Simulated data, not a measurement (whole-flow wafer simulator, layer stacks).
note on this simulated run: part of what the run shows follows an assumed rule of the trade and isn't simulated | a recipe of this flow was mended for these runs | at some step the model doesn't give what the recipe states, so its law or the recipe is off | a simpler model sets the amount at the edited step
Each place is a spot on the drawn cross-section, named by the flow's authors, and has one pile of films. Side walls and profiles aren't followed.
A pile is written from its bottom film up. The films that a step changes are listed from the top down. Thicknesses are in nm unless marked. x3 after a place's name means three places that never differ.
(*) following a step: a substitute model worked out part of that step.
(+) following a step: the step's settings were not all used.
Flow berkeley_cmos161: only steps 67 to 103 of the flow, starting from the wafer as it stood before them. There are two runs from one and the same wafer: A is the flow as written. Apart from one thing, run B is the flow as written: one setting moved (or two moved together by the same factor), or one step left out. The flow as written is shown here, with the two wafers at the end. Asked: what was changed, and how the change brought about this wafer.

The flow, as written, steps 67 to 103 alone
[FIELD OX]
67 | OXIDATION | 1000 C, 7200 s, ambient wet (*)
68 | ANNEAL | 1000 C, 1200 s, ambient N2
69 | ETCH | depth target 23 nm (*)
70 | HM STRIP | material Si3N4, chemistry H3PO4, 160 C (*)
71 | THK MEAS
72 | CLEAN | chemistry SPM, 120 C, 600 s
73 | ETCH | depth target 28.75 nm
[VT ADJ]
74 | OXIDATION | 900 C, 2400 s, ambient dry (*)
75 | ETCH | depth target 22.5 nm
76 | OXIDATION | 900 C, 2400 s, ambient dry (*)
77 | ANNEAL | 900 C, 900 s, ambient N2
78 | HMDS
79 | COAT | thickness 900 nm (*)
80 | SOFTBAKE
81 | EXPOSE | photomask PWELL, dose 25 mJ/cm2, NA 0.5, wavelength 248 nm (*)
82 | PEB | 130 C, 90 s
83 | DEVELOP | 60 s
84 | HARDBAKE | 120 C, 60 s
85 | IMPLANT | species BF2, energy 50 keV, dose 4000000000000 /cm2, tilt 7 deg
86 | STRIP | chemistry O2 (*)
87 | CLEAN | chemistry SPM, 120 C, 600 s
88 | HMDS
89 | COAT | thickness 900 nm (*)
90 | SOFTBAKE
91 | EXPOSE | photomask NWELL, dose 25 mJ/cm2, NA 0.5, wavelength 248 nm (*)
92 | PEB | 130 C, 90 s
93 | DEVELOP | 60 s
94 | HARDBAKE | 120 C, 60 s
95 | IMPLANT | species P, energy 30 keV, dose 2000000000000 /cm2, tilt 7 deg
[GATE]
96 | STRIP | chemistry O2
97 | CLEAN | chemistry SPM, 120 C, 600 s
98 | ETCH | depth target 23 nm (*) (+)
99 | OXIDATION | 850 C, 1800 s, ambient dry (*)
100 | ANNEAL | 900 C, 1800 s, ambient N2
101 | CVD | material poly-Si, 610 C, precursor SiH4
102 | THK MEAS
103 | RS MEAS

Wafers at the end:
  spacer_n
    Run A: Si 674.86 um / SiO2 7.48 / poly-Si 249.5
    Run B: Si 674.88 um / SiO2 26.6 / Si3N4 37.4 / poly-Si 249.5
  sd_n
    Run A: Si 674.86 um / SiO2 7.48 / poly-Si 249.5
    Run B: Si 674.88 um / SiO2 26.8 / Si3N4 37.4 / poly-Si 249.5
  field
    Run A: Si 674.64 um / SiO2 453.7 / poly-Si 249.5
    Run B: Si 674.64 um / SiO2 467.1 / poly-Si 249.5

Cause: step 70, HM STRIP: 128 C was run, whereas the flow has 160 C.

Step by step, how the change led to this:
  70 | HM STRIP | material Si3N4, chemistry H3PO4, 160 C (*)
      sd_n, spacer_n, gate_n, sd_p, spacer_p, gate_p, contact, m1: A -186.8 Si3N4 (all of it), -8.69 SiO2 | B -145.6 Si3N4
      field: A -14.5 SiO2 | B -1.12 SiO2
  73 | ETCH | depth target 28.75 nm
      spacer_n, gate_n, spacer_p, gate_p, contact, m1: A -17.9 SiO2 (all of it) | B -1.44 Si3N4
      sd_n, sd_p: A -18.1 SiO2 (all of it) | B -1.44 Si3N4
  74 | OXIDATION | 900 C, 2400 s, ambient dry (*)
      sd_n, spacer_n, gate_n, sd_p, spacer_p, gate_p, contact, m1: A +14.9 SiO2 (new film), -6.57 Si | B nothing
  75 | ETCH | depth target 22.5 nm
      sd_n, spacer_n, gate_n, sd_p, spacer_p, gate_p, contact, m1: A -14.9 SiO2 (all of it) | B -1.12 Si3N4
  76 | OXIDATION | 900 C, 2400 s, ambient dry (*)
      sd_n, spacer_n, gate_n, sd_p, spacer_p, gate_p, contact, m1: A +14.9 SiO2 (new film), -6.57 Si | B nothing
  79 | COAT | thickness 900 nm (*)
      sd_n: A +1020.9 KrF-resist (new film) | B +994.7 KrF-resist (new film)
      sd_p: A +999.3 KrF-resist (new film) | B +978.1 KrF-resist (new film)
      (also at 1 further place)
  83 | DEVELOP | 60 s
      sd_n: A -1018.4 KrF-resist (all of it) | B -992.3 KrF-resist (all of it)
      m1: A -1018 KrF-resist (all of it) | B -992.4 KrF-resist (all of it)
  84 | HARDBAKE | 120 C, 60 s
      sd_p: A -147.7 KrF-resist | B -144.6 KrF-resist
  86 | STRIP | chemistry O2 (*)
      sd_p: A -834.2 KrF-resist (all of it) | B -816.2 KrF-resist (all of it)
  89 | COAT | thickness 900 nm (*)
      sd_n: A +1020.9 KrF-resist (new film) | B +994.7 KrF-resist (new film)
      sd_p: A +999.3 KrF-resist (new film) | B +978.1 KrF-resist (new film)
      (also at 1 further place)
  93 | DEVELOP | 60 s
      sd_p: A -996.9 KrF-resist (all of it) | B -975.8 KrF-resist (all of it)
  94 | HARDBAKE | 120 C, 60 s
      sd_n: A -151 KrF-resist | B -147.1 KrF-resist
      m1: A -150.9 KrF-resist | B -147.1 KrF-resist
  96 | STRIP | chemistry O2
      sd_n: A -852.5 KrF-resist (all of it) | B -830.3 KrF-resist (all of it)
      contact: A -830.3 KrF-resist (all of it) | B -813.6 KrF-resist (all of it)
      (also at 1 further place)
  98 | ETCH | depth target 23 nm (*) (+)
      sd_n, spacer_n, gate_n, sd_p, spacer_p, gate_p, contact, m1: A -14.9 SiO2 (all of it) | B -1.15 Si3N4
  99 | OXIDATION | 850 C, 1800 s, ambient dry (*)
      sd_n, spacer_n, gate_n, sd_p, spacer_p, gate_p, contact, m1: A +7.48 SiO2 (new film), -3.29 Si | B nothing
